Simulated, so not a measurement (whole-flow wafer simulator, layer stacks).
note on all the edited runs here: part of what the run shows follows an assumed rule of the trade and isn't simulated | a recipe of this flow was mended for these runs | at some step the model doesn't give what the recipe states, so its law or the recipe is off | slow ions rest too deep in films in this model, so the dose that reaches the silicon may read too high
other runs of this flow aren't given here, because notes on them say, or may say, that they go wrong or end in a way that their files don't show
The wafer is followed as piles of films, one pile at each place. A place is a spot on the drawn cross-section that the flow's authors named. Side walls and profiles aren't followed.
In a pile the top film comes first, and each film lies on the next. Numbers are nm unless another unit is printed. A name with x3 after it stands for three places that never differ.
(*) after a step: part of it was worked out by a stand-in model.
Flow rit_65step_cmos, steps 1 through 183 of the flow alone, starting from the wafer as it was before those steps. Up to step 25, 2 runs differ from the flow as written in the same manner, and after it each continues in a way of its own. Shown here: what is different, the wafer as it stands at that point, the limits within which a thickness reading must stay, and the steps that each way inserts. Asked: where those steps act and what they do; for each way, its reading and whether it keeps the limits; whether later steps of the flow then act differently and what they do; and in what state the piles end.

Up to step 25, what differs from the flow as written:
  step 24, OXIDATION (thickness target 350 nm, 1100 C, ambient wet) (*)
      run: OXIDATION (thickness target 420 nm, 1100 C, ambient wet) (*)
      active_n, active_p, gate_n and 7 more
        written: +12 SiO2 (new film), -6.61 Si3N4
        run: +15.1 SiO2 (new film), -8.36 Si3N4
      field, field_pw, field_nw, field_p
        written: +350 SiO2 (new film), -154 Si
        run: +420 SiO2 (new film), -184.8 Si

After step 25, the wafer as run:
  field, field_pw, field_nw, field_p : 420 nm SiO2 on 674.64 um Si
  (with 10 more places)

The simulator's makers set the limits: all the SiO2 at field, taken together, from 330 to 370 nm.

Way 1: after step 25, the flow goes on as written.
  The reading taken after step 25 is 420 nm, which is outside the limits.
  Later steps of the flow acting differently than as written (9 other steps are not shown; they differ only slightly, by no more than 2% or 0.5 nm, whichever is larger):
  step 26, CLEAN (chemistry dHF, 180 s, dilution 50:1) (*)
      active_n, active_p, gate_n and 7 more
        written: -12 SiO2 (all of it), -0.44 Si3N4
        way: -15.1 SiO2 (all of it), -0.14 Si3N4
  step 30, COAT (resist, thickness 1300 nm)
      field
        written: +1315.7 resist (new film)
        way: +1286.8 resist (new film)
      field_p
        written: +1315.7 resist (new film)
        way: +1286.9 resist (new film)
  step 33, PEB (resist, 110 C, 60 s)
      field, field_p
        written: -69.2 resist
        way: -67.7 resist
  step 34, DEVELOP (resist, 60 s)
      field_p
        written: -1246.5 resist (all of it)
        way: -1219.2 resist (all of it)
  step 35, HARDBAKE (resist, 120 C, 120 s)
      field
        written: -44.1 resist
        way: -43.1 resist
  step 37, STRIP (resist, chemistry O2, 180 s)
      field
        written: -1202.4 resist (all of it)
        way: -1176 resist (all of it)
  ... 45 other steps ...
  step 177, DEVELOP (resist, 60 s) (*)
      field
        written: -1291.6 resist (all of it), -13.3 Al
        way: -1262.7 resist (all of it), -13.3 Al
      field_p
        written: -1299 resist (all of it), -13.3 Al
        way: -1270.4 resist (all of it), -13.3 Al
  By the end, the piles at field, field_pw, field_nw, field_p depart from the flow's by more than 2% or 0.5 nm, whichever is larger.
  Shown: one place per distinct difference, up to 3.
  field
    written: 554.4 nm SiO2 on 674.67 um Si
    way: 623.4 nm SiO2 on 674.64 um Si
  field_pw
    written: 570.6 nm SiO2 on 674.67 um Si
    way: 639.5 nm SiO2 on 674.64 um Si
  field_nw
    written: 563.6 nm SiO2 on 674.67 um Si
    way: 632.5 nm SiO2 on 674.64 um Si

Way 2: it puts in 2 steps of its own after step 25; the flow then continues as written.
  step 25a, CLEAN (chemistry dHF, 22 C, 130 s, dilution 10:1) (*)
      active_n, active_p, gate_n and 7 more
        -15.1 SiO2 (all of it), -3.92 Si3N4
      field, field_pw, field_nw, field_p
        -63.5 SiO2
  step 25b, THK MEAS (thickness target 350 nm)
      alters no film at any place that is followed
  The reading taken after step 25b is 356.5 nm, which is within the limits.
  Later steps of the flow acting differently than as written (52 other steps are not shown; they differ only slightly, by no more than 2% or 0.5 nm, whichever is larger):
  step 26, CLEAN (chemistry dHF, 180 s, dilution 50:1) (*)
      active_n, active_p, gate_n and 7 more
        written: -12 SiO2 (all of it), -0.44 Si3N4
        way: -1.63 Si3N4
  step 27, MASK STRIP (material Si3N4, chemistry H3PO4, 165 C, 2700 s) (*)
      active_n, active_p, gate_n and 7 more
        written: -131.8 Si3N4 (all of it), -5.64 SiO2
        way: -125 Si3N4 (all of it), -5.9 SiO2
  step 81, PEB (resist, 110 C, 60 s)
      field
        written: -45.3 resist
        way: -46.3 resist
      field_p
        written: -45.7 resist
        way: -46.7 resist
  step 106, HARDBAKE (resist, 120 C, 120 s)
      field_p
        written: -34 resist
        way: -34.8 resist
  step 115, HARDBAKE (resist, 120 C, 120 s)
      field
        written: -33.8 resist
        way: -34.5 resist
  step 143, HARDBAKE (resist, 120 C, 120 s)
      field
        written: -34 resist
        way: -34.8 resist
  At the end the piles are close to the flow's at the places that both follow, differing by at most 2% or 0.5 nm, whichever is larger.

Inside the limits: way 2. Outside the limits: way 1.
